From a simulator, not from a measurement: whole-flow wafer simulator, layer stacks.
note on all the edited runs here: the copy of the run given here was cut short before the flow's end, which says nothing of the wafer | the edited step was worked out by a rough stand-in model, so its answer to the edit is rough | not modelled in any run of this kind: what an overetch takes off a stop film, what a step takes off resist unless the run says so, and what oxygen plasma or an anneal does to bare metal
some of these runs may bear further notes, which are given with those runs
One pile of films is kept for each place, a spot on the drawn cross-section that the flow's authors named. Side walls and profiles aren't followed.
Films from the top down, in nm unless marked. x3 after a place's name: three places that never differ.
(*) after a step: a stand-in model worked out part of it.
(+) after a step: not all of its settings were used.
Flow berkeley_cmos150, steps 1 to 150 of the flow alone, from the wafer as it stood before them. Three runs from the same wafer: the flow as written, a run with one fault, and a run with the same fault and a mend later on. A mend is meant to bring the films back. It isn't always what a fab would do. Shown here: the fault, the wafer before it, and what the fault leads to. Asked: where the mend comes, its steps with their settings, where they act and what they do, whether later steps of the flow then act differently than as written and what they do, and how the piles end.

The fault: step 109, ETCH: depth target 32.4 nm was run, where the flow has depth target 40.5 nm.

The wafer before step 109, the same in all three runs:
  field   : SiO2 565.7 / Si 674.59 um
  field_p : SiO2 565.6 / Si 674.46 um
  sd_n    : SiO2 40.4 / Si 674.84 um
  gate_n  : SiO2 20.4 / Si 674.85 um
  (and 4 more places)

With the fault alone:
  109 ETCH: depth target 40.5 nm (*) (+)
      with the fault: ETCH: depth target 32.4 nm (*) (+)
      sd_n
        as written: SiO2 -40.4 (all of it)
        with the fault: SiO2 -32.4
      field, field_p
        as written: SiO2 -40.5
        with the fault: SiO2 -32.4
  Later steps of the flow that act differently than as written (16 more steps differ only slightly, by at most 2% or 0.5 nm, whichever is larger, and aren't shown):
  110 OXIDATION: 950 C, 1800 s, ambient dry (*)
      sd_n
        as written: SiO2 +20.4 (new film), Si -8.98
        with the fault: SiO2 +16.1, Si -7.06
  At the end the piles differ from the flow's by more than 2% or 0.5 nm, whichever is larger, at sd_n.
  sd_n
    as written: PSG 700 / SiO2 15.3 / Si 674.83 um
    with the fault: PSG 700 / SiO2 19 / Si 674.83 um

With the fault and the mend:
  The mend comes after step 109.
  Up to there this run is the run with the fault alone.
  109a ETCH: depth target 8.1 nm (the flow's step 109 once more, with other settings)
      field, field_p
        SiO2 -8.1
      sd_n
        SiO2 -8.04 (all of it)
  No later step of the flow acts differently than as written, at any place that is followed, by more than 2% or 0.5 nm, whichever is larger.
  At the end the piles are the same as the flow's at every place that both follow.
